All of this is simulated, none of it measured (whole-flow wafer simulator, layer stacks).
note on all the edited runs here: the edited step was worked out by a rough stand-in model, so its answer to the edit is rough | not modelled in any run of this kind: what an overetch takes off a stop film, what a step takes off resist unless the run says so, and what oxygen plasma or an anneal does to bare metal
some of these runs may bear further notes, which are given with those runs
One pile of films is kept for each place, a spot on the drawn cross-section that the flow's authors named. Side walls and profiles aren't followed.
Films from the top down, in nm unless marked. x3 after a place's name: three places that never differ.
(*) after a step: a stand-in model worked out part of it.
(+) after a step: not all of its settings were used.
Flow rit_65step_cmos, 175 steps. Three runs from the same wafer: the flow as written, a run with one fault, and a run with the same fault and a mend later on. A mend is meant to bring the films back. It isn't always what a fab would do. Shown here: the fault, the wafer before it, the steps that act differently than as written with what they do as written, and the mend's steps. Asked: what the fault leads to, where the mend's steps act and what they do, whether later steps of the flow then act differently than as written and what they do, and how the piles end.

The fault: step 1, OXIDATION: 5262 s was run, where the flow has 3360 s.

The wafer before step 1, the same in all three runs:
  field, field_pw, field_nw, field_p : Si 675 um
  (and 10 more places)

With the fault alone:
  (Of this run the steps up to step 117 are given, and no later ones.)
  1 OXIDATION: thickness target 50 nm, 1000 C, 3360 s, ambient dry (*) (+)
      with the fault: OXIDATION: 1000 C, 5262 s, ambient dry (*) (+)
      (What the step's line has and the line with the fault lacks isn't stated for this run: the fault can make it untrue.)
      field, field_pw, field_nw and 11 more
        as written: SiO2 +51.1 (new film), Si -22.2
        with the fault: SiO2 +66.8 (new film), Si -29.1
  Later steps of the flow that act differently than as written (35 more steps differ only slightly, by at most 2% or 0.5 nm, whichever is larger, and aren't shown):
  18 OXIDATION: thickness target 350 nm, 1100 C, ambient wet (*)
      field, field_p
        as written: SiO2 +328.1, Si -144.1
        with the fault: SiO2 +317, Si -139.2
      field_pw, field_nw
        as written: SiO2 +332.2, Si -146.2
        with the fault: SiO2 +320.8, Si -141.1
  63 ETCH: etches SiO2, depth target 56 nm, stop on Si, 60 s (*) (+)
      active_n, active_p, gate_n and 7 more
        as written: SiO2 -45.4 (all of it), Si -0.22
        with the fault: SiO2 -56
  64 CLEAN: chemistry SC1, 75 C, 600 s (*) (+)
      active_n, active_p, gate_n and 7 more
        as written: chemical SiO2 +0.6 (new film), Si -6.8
        with the fault: SiO2 -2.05
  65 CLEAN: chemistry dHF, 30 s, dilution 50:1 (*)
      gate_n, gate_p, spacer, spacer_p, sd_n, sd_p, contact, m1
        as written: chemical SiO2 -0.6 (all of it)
        with the fault: SiO2 -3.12 (all of it)
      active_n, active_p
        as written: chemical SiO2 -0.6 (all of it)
        with the fault: SiO2 -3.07 (all of it)
  After step 117 the piles differ from the flow's only slightly at the places that both follow, by at most 2% or 0.5 nm, whichever is larger.

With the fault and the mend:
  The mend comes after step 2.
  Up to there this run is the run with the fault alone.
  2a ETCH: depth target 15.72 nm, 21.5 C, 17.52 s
      field, field_pw, field_nw and 11 more
        SiO2 -15.7
  No later step of the flow acts differently than as written, at any place that is followed, by more than 2% or 0.5 nm, whichever is larger.
  At the end the piles differ from the flow's only slightly at the places that both follow, by at most 2% or 0.5 nm, whichever is larger.
